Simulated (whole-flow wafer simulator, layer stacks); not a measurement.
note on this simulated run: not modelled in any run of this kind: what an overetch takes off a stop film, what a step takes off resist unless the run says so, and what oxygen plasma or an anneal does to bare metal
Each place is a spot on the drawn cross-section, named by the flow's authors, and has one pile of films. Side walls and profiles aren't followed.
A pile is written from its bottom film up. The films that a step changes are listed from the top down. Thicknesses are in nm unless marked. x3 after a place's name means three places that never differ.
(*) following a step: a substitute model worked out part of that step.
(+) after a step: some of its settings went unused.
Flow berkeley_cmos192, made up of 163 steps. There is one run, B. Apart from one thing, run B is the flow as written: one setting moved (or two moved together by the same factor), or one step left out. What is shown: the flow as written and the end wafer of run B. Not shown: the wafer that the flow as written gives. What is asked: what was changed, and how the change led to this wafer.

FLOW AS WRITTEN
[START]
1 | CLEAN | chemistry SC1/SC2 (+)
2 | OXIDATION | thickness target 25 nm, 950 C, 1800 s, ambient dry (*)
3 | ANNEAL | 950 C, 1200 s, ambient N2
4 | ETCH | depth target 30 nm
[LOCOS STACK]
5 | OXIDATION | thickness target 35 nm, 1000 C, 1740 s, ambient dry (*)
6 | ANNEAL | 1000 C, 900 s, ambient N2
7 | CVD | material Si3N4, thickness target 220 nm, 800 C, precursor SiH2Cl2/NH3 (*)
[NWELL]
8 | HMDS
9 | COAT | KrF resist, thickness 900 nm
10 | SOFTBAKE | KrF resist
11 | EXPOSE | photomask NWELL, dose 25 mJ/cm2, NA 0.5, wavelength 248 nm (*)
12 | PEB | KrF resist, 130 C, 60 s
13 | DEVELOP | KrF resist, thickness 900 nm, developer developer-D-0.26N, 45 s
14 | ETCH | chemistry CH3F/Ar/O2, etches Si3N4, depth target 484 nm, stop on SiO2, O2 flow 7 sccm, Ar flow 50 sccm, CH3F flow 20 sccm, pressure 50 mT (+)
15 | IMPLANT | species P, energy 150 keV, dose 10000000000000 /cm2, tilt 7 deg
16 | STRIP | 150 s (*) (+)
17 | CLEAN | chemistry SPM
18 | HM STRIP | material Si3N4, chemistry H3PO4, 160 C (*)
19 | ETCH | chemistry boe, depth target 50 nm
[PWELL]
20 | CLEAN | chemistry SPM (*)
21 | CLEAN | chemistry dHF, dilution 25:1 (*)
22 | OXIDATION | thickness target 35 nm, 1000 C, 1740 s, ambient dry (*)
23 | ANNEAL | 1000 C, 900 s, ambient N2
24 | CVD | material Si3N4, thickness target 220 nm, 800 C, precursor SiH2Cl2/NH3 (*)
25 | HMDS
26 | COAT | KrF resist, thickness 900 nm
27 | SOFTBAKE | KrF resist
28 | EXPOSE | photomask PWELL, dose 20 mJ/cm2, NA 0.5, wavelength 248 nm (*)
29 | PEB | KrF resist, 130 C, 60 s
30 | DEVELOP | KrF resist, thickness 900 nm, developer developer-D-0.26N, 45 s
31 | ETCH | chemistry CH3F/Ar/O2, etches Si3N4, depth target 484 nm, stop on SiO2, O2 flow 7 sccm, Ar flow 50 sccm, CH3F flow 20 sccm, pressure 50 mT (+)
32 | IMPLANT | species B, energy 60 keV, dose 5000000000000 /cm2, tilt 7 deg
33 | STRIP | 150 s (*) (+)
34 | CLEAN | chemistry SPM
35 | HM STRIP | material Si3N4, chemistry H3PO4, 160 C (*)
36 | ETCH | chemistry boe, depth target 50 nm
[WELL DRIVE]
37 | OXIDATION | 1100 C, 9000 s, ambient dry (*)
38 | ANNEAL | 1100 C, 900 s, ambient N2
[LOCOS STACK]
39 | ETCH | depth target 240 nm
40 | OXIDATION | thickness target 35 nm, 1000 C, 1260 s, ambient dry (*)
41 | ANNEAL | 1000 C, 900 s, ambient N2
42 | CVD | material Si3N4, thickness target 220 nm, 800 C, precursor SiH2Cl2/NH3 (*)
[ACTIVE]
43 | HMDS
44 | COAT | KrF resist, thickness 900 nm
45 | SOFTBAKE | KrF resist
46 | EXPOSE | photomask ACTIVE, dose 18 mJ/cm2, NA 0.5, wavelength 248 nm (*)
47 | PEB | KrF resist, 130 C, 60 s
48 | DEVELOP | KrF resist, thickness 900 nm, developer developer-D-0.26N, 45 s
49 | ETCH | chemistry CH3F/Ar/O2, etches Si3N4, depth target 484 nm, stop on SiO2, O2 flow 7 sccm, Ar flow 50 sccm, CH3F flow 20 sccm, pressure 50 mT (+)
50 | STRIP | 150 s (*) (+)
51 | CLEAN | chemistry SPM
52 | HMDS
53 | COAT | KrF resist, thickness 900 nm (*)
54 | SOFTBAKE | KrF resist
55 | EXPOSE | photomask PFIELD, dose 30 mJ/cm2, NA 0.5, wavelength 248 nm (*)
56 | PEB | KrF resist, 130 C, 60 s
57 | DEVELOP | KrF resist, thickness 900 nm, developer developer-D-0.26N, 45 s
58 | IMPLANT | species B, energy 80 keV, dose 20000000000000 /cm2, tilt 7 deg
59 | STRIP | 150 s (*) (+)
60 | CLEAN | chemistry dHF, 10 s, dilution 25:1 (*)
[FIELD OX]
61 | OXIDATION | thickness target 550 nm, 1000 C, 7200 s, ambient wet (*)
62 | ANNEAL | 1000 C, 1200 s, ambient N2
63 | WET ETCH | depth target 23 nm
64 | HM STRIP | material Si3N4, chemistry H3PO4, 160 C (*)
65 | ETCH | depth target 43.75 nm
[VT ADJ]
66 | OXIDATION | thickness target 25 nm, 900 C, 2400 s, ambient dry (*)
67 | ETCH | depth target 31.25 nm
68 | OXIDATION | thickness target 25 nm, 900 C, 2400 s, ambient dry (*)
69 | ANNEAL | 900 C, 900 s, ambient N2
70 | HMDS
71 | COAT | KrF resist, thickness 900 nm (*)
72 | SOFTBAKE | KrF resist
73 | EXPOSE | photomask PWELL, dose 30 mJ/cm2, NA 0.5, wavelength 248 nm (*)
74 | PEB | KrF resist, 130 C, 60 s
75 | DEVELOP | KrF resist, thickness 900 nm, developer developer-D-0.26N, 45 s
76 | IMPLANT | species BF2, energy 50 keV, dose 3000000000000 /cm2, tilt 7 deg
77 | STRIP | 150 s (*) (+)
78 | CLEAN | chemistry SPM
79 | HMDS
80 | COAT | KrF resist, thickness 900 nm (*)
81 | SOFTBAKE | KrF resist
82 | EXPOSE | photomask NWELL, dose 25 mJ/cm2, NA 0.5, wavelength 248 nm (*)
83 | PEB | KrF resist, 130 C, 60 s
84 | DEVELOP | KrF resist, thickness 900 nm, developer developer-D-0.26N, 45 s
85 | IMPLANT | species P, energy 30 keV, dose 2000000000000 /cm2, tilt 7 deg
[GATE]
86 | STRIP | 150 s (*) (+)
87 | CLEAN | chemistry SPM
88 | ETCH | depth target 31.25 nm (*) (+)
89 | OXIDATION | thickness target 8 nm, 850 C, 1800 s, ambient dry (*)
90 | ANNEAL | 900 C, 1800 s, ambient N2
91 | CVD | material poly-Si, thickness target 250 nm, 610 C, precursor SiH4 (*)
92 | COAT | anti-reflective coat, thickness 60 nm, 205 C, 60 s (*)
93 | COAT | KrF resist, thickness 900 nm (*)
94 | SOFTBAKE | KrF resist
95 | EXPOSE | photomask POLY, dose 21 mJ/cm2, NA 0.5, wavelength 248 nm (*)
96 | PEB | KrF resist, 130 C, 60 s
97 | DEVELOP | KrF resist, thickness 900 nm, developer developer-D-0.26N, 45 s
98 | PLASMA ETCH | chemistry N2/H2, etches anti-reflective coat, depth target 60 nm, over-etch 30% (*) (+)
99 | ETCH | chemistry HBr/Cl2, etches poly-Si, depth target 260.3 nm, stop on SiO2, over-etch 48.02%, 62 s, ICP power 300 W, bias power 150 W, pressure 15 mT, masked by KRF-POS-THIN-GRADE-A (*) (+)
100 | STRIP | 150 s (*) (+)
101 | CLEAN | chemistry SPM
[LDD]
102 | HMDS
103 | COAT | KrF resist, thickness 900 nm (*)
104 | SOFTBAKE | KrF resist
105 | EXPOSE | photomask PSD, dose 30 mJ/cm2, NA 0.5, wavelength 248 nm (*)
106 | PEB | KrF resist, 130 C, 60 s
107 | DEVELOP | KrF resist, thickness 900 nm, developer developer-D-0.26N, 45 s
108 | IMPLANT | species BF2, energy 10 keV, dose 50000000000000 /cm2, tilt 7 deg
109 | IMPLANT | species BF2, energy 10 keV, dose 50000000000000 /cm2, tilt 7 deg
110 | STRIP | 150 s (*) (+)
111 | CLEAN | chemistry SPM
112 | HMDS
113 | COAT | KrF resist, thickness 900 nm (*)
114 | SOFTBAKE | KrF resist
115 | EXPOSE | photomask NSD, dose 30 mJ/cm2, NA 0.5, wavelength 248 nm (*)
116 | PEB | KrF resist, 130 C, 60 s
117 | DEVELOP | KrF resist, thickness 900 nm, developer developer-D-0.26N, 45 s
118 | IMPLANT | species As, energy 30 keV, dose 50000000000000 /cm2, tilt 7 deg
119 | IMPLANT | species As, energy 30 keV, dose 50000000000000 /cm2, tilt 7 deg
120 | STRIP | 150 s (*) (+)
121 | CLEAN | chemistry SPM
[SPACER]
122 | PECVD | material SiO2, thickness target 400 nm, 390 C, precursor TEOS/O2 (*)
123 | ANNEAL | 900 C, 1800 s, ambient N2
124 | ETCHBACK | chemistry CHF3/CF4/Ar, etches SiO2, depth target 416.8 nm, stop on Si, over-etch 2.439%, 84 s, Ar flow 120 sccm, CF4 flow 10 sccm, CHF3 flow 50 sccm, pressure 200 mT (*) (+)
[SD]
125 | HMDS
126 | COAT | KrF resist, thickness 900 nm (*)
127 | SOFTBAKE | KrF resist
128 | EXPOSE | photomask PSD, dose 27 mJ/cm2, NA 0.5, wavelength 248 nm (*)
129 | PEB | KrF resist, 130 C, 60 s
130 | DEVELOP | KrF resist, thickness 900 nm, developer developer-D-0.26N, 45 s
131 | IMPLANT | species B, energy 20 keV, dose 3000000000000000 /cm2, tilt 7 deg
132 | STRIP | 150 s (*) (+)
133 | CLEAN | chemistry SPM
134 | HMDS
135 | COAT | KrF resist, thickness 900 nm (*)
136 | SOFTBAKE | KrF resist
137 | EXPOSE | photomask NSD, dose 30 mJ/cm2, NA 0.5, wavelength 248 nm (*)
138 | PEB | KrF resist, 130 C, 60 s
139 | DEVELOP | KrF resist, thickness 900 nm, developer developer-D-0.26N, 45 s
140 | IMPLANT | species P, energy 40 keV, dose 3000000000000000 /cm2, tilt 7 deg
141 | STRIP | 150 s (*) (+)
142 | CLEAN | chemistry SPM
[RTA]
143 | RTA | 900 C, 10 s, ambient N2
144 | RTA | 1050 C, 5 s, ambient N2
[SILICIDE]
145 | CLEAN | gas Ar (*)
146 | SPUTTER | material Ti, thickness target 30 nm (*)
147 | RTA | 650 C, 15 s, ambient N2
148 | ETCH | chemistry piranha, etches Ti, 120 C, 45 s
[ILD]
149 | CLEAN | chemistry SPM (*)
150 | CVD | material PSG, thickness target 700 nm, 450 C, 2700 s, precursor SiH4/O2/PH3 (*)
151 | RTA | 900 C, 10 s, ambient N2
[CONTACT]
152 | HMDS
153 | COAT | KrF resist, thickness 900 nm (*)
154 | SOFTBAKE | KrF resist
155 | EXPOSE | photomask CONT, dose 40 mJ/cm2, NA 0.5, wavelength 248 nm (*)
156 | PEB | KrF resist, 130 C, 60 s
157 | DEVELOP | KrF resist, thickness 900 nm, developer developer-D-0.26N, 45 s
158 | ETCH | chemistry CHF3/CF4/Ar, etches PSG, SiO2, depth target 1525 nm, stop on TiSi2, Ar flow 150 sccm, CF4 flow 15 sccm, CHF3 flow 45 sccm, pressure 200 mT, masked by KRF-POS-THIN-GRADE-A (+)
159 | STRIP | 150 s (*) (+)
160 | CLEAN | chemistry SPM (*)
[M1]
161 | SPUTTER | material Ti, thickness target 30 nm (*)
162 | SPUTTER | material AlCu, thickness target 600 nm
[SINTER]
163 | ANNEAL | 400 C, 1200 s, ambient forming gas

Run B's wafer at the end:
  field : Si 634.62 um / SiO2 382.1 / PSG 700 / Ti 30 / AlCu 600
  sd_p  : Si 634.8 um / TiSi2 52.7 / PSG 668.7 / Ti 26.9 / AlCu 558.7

Cause: step 65, ETCH: depth target 56.88 nm was run, while the flow as written has depth target 43.75 nm.

The path from the change to this, step by step:
  65 | ETCH | depth target 43.75 nm
      field: SiO2 loses 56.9 (it would be, as written: SiO2 loses 43.8)
  92 | COAT | anti-reflective coat, thickness 60 nm, 205 C, 60 s (*)
      sd_n: anti-reflective coat gains 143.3 (new film) (it would be, as written: anti-reflective coat gains 152.4 (new film))
      spacer_n: anti-reflective coat gains 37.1 (new film) (it would be, as written: anti-reflective coat gains 33.8 (new film))
      (and at 6 other places as well)
  98 | PLASMA ETCH | chemistry N2/H2, etches anti-reflective coat, depth target 60 nm, over-etch 30% (*) (+)
      sd_n: anti-reflective coat loses 143.3 (all of it), poly-Si loses 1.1 (it would be, as written: anti-reflective coat loses 152.4 (all of it), poly-Si loses 1.17)
      spacer_n: anti-reflective coat loses 37.1 (all of it), poly-Si loses 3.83 (it would be, as written: anti-reflective coat loses 33.8 (all of it), poly-Si loses 4.21)
      (and at 4 other places as well)
  100 | STRIP | 150 s (*) (+)
      gate: chemical SiO2 gains 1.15 (new film), KrF resist loses 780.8 (all of it), anti-reflective coat loses 33.7 (all of it), poly-Si loses 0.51 (it would be, as written: chemical SiO2 gains 1.15 (new film), KrF resist loses 791.8 (all of it), anti-reflective coat loses 30 (all of it), poly-Si loses 0.51)
      gate_p: chemical SiO2 gains 1.15 (new film), KrF resist loses 757.6 (all of it), anti-reflective coat loses 33.7 (all of it), poly-Si loses 0.51 (it would be, as written: chemical SiO2 gains 1.15 (new film), KrF resist loses 765.1 (all of it), anti-reflective coat loses 31 (all of it), poly-Si loses 0.51)
